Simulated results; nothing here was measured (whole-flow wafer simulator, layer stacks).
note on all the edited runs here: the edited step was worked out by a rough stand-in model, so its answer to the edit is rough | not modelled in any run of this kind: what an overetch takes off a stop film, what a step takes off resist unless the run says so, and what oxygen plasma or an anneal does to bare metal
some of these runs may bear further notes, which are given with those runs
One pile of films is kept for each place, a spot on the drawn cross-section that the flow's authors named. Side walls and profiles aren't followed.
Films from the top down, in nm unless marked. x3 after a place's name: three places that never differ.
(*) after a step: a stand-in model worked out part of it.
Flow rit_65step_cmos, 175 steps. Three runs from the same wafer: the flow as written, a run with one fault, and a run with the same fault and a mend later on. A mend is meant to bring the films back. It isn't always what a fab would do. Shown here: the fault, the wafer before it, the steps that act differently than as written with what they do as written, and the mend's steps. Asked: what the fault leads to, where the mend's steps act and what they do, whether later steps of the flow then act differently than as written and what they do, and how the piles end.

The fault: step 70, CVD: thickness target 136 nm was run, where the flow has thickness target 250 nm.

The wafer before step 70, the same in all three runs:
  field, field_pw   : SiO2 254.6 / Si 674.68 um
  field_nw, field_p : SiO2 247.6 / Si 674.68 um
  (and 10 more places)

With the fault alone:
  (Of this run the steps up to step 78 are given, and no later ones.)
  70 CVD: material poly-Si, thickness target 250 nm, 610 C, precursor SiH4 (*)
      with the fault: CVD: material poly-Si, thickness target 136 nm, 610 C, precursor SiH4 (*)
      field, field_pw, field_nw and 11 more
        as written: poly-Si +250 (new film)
        with the fault: poly-Si +136 (new film)
  No later step of the flow up to step 78 acts differently than as written, at any place that is followed, by more than 2% or 0.5 nm, whichever is larger.
  After step 78 the piles differ from the flow's by more than 2% or 0.5 nm, whichever is larger, at field, field_pw, field_nw and 11 more.
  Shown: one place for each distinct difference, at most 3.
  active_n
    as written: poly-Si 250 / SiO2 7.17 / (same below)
    with the fault: poly-Si 136 / SiO2 7.17 / (same below)
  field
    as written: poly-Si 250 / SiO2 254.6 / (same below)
    with the fault: poly-Si 136 / SiO2 254.6 / (same below)
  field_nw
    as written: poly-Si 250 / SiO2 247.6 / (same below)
    with the fault: poly-Si 136 / SiO2 247.6 / (same below)

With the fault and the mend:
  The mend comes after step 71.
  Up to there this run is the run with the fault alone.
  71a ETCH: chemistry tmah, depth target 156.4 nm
      field, field_pw, field_nw and 11 more
        poly-Si -136 (all of it)
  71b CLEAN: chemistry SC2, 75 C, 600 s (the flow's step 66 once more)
      changes no film at any place that is followed
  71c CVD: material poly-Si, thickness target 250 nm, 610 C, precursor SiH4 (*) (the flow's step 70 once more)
      field, field_pw, field_nw and 11 more
        poly-Si +250 (new film)
  No later step of the flow acts differently than as written at any place that is followed.
  At the end the piles are the same as the flow's at every place that both follow.
